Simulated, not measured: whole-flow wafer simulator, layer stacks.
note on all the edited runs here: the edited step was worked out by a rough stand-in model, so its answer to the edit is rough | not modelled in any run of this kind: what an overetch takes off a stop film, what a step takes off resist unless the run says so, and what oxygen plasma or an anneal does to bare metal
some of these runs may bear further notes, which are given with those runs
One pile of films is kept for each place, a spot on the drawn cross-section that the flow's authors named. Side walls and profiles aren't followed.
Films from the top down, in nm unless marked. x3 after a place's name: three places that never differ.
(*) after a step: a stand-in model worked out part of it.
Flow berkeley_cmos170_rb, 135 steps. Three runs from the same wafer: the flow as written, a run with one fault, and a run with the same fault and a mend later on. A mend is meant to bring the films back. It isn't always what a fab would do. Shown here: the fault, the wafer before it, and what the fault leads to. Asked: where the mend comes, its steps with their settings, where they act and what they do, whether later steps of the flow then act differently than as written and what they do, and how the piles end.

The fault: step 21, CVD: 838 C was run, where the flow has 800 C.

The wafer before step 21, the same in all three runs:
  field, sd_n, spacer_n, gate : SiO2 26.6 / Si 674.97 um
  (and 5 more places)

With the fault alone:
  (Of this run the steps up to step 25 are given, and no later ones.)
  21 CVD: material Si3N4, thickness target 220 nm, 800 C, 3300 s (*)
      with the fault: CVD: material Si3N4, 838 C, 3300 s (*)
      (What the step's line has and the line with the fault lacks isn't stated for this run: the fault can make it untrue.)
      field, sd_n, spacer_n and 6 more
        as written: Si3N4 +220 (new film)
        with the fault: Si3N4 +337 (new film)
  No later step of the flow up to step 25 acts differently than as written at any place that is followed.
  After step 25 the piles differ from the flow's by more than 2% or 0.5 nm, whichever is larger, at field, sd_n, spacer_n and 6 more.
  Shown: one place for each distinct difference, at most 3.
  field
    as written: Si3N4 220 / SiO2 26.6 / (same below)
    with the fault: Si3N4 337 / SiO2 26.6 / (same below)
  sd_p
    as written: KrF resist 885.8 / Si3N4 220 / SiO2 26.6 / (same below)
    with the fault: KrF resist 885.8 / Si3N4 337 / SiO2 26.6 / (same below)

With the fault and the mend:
  The mend comes after step 21.
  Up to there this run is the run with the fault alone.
  21a ETCH: chemistry h3po4, depth target 387.7 nm (the flow's step 16 once more, with other settings)
      field, sd_n, spacer_n and 6 more
        Si3N4 -337 (all of it)
  21b CLEAN (*) (the flow's step 18 once more)
      changes no film at any place that is followed
  21c CVD: material Si3N4, thickness target 220 nm, 800 C, 3300 s (*) (the flow's step 21 once more)
      field, sd_n, spacer_n and 6 more
        Si3N4 +220 (new film)
  No later step of the flow acts differently than as written at any place that is followed.
  At the end the piles are the same as the flow's at every place that both follow.
